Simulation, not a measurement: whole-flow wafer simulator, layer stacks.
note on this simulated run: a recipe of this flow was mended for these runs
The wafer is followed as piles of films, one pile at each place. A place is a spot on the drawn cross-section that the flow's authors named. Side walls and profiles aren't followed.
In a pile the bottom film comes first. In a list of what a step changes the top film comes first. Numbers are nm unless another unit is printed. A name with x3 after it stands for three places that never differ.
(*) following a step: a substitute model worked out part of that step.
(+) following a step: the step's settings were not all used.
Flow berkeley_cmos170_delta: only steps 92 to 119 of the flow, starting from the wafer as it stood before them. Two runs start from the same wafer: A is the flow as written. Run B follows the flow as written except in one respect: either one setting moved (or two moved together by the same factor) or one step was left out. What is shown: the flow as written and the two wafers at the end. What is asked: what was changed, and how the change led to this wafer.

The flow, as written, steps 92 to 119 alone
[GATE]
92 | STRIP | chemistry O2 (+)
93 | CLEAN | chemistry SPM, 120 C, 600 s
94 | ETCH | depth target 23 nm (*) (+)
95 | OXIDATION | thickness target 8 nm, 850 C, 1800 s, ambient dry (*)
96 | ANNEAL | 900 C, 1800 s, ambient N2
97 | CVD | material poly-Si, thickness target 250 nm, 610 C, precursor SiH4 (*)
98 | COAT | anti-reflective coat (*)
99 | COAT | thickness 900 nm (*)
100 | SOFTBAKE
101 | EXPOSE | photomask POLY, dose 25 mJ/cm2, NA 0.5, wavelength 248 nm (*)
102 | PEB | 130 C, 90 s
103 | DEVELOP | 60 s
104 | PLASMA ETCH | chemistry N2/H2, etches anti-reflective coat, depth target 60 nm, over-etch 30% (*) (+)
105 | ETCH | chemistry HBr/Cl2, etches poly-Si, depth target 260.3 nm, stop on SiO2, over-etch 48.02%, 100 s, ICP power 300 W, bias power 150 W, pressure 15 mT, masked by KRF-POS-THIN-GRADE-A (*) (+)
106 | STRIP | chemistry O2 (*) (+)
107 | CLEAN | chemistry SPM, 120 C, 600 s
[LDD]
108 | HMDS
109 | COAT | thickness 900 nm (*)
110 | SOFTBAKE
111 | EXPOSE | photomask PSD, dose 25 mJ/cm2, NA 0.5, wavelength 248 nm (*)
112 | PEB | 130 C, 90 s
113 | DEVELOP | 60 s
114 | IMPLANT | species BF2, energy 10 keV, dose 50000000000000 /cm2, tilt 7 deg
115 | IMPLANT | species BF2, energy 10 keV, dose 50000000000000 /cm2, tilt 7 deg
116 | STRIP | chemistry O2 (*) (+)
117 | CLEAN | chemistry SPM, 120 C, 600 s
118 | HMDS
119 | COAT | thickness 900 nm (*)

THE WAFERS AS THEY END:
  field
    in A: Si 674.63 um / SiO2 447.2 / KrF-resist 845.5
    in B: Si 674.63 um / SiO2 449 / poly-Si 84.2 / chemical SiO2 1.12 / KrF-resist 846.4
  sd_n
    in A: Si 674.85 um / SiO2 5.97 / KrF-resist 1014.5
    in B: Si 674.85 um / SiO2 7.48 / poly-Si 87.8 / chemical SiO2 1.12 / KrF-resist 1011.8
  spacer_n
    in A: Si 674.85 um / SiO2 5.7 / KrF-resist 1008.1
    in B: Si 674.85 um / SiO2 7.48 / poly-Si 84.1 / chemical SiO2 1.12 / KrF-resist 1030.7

What caused this: step 97, CVD: thickness target 475 nm was run, while the flow as written has thickness target 250 nm.

Step by step, how the change led to this:
  97 | CVD | material poly-Si, thickness target 250 nm, 610 C, precursor SiH4 (*)
      field, sd_n, spacer_n and 6 more: A +250 poly-Si (new film) | B +475 poly-Si (new film)
  98 | COAT | anti-reflective coat (*)
      field: A +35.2 anti-reflective coat (new film) | B +37.3 anti-reflective coat (new film)
      sd_n: A +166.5 anti-reflective coat (new film) | B +178.2 anti-reflective coat (new film)
      (also at 3 further places)
  104 | PLASMA ETCH | chemistry N2/H2, etches anti-reflective coat, depth target 60 nm, over-etch 30% (*) (+)
      field: A -35.2 anti-reflective coat (all of it), -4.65 poly-Si | B -37.3 anti-reflective coat (all of it), -4.98 poly-Si
      sd_n: A -166.5 anti-reflective coat (all of it), -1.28 poly-Si | B -178.2 anti-reflective coat (all of it), -1.37 poly-Si
      (also at 3 further places)
  105 | ETCH | chemistry HBr/Cl2, etches poly-Si, depth target 260.3 nm, stop on SiO2, over-etch 48.02%, 100 s, ICP power 300 W, bias power 150 W, pressure 15 mT, masked by KRF-POS-THIN-GRADE-A (*) (+)
      field: A -245.4 poly-Si (all of it), -1.77 SiO2 | B -385.3 poly-Si
      sd_n: A -248.7 poly-Si (all of it), -1.52 SiO2 | B -385.3 poly-Si
      (also at 5 further places)
  106 | STRIP | chemistry O2 (*) (+)
      field, sd_n, spacer_n, sd_p, spacer_p, contact, m1: A nothing | B +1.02 chemical SiO2 (new film), -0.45 poly-Si
  109 | COAT | thickness 900 nm (*)
      spacer_n: A +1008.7 KrF-resist (new film) | B +1030.9 KrF-resist (new film)
      gate: A +758.7 KrF-resist (new film) | B +644.6 KrF-resist (new film)
      (also at 2 further places)
  113 | DEVELOP | 60 s
      spacer_p: A -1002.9 KrF-resist (all of it) | B -1024.4 KrF-resist (all of it)
      gate_p: A -752.9 KrF-resist (all of it) | B -638.5 KrF-resist (all of it)
  116 | STRIP | chemistry O2 (*) (+)
      spacer_n: A -991.4 KrF-resist (all of it) | B -1013.6 KrF-resist (all of it), +0.1 chemical SiO2
      gate: A -742.2 KrF-resist (all of it), +0.17 chemical SiO2 | B -628.4 KrF-resist (all of it), +0.17 chemical SiO2
  119 | COAT | thickness 900 nm (*)
      spacer_n: A +1008.1 KrF-resist (new film) | B +1030.7 KrF-resist (new film)
      gate: A +758 KrF-resist (new film) | B +644.4 KrF-resist (new film)
      (also at 2 further places)
